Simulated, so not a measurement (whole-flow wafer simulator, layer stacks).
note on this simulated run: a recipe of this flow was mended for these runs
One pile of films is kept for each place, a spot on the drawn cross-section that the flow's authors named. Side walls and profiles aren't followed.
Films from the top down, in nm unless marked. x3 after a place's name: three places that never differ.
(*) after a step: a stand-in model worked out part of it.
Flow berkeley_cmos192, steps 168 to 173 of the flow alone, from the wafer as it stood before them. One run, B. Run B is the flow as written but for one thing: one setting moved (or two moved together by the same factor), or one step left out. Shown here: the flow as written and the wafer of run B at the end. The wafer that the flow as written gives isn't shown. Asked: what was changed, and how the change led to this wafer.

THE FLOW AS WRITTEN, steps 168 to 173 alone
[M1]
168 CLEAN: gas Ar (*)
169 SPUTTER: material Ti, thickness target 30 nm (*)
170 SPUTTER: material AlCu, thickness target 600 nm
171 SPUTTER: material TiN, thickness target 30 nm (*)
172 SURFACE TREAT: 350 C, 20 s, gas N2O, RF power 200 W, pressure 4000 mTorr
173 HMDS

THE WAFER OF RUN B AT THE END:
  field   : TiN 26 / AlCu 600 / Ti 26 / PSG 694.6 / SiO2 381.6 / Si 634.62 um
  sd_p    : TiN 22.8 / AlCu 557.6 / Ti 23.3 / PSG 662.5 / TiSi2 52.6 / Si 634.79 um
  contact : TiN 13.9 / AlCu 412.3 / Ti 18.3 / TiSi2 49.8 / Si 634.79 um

The cause: step 169, SPUTTER: thickness target 26 nm was run, where the flow has thickness target 30 nm; step 171, SPUTTER: thickness target 26 nm was run, where the flow has thickness target 30 nm.
It can be read off the wafer: field has Ti 26, and step 169 as written asks for 30 nm.

How the change led to this, step by step:
  169 SPUTTER: material Ti, thickness target 30 nm (*)
      field, sd_n, spacer_n, gate, spacer_p, gate_p, m1: Ti +26 (new film) (as written it would be: Ti +30 (new film))
      sd_p: Ti +23.3 (new film) (as written it would be: Ti +26.8 (new film))
      (and at 1 more place)
  171 SPUTTER: material TiN, thickness target 30 nm (*)
      field, sd_n, spacer_n, gate, spacer_p, gate_p, m1: TiN +26 (new film) (as written it would be: TiN +30 (new film))
      sd_p: TiN +22.8 (new film) (as written it would be: TiN +26.2 (new film))
      (and at 1 more place)
